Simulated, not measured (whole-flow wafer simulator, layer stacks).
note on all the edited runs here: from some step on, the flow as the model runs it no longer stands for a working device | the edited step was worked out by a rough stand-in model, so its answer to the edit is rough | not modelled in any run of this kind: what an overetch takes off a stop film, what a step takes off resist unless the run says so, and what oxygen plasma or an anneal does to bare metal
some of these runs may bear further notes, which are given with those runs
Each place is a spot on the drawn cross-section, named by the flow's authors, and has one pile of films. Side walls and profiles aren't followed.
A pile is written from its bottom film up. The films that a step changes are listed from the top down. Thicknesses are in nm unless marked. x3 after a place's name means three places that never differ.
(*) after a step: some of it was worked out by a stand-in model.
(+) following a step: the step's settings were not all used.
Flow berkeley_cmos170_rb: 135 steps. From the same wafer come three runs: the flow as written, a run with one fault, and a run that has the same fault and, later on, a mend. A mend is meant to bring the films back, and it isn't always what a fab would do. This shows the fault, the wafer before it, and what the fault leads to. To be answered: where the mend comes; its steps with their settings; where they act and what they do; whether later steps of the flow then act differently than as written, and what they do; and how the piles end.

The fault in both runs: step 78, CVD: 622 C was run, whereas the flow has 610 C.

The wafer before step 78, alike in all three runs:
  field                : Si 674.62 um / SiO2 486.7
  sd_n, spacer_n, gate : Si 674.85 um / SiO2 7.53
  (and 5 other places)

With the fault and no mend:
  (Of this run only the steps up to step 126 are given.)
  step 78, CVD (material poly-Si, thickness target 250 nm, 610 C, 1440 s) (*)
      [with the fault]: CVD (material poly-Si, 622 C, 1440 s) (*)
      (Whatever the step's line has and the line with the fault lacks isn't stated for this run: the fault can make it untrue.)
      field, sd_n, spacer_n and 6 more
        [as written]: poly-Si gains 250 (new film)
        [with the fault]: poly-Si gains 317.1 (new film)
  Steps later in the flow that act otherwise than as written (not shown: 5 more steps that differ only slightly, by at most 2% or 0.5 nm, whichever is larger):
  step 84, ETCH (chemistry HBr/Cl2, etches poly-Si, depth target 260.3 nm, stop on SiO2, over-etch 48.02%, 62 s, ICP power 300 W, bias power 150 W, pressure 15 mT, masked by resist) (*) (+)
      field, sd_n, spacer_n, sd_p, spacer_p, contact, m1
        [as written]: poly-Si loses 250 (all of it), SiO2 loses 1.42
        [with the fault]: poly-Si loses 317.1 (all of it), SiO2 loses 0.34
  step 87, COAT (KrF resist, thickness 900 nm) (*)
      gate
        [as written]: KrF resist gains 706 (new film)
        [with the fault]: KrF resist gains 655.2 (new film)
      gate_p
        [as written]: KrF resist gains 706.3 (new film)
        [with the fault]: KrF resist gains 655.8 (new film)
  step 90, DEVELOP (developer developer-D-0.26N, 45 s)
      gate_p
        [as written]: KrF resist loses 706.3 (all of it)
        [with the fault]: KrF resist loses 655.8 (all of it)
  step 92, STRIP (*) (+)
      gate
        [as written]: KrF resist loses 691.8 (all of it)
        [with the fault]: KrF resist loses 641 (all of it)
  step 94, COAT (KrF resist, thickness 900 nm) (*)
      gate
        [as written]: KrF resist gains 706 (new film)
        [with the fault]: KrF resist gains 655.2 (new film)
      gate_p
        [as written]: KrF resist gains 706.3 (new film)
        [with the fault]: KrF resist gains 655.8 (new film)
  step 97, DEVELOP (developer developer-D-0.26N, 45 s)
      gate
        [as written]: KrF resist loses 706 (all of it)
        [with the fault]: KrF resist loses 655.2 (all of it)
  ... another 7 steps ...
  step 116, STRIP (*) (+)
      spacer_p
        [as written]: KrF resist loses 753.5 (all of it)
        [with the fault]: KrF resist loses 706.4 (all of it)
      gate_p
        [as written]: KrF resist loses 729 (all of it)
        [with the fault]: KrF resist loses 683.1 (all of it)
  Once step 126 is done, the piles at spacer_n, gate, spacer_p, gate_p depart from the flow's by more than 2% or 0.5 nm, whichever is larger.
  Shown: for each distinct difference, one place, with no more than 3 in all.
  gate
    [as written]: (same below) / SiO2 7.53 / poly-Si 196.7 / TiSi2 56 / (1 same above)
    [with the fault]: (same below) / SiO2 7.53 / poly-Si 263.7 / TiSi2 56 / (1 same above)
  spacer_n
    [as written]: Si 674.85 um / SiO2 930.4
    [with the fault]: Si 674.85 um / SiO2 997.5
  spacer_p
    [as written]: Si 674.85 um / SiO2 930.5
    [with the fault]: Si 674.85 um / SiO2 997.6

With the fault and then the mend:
  The mend stands after step 78.
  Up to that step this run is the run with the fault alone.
  step 78a, ETCH (chemistry tmah, depth target 67.07 nm)
      field, sd_n, spacer_n and 6 more
        poly-Si loses 67.1
  Every later step of the flow that is run acts as written at every place that is followed.
  When the end is reached, the piles differ only a little from the flow's at the places that both follow, at most by 2% or 0.5 nm, whichever is larger.
